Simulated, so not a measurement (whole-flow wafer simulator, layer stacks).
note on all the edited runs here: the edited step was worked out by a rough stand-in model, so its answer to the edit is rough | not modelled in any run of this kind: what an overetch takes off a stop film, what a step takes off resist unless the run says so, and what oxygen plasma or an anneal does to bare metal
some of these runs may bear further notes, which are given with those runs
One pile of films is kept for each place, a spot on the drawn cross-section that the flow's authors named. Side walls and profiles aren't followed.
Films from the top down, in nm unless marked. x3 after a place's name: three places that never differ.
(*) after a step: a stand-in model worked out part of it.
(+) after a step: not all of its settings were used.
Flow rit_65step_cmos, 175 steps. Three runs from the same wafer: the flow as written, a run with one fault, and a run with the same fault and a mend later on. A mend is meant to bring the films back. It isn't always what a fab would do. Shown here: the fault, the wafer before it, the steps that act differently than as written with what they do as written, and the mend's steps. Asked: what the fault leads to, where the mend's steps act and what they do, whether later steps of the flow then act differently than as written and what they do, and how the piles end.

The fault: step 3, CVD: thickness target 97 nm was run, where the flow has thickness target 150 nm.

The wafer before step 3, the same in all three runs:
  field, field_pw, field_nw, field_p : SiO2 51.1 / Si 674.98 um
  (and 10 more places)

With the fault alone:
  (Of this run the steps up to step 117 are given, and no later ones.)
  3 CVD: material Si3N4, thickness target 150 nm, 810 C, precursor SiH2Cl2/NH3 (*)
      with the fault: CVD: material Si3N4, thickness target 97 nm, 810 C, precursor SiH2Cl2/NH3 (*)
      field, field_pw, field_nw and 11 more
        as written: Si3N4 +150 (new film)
        with the fault: Si3N4 +97 (new film)
  Later steps of the flow that act differently than as written (36 more steps differ only slightly, by at most 2% or 0.5 nm, whichever is larger, and aren't shown):
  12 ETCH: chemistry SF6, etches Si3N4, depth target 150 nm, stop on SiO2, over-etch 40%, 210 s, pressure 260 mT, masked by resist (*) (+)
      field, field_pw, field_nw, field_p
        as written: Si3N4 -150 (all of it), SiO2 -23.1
        with the fault: Si3N4 -97 (all of it), SiO2 -43.5
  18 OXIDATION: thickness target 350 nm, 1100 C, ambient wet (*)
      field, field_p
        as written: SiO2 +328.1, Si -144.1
        with the fault: SiO2 +344.8, Si -151.4
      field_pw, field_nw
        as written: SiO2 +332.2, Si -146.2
        with the fault: SiO2 +347.8, Si -153
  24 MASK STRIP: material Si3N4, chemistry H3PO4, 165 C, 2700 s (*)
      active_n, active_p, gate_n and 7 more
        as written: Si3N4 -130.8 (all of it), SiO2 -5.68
        with the fault: Si3N4 -77.8 (all of it), SiO2 -7.7
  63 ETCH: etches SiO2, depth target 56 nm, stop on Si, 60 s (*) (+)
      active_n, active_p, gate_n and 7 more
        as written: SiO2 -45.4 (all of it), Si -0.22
        with the fault: SiO2 -43.4 (all of it), Si -0.26
  After step 117 the piles differ from the flow's only slightly at the places that both follow, by at most 2% or 0.5 nm, whichever is larger.

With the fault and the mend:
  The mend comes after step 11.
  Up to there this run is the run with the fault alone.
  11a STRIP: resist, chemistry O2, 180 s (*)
      active_n, active_p, gate_n and 7 more
        resist -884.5 (all of it)
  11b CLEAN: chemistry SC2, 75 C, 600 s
      changes no film at any place that is followed
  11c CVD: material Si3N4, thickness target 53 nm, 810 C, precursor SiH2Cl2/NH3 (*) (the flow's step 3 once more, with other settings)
      field, field_pw, field_nw and 11 more
        Si3N4 +53
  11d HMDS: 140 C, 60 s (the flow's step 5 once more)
      changes no film at any place that is followed
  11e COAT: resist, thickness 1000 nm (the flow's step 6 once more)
      field, field_pw, field_nw and 11 more
        resist +1000 (new film)
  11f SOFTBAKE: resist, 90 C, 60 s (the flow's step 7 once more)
      changes no film at any place that is followed
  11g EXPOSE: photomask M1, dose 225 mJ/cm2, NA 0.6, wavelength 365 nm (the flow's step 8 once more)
      changes no film at any place that is followed
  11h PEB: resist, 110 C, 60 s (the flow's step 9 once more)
      field, field_pw, field_nw and 11 more
        resist -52
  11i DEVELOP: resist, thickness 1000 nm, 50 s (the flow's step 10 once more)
      field, field_pw, field_nw, field_p
        resist -948 (all of it)
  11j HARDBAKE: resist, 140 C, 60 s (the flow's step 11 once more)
      active_n, active_p, gate_n and 7 more
        resist -63.5
  No later step of the flow acts differently than as written at any place that is followed.
  At the end the piles are the same as the flow's at every place that both follow.
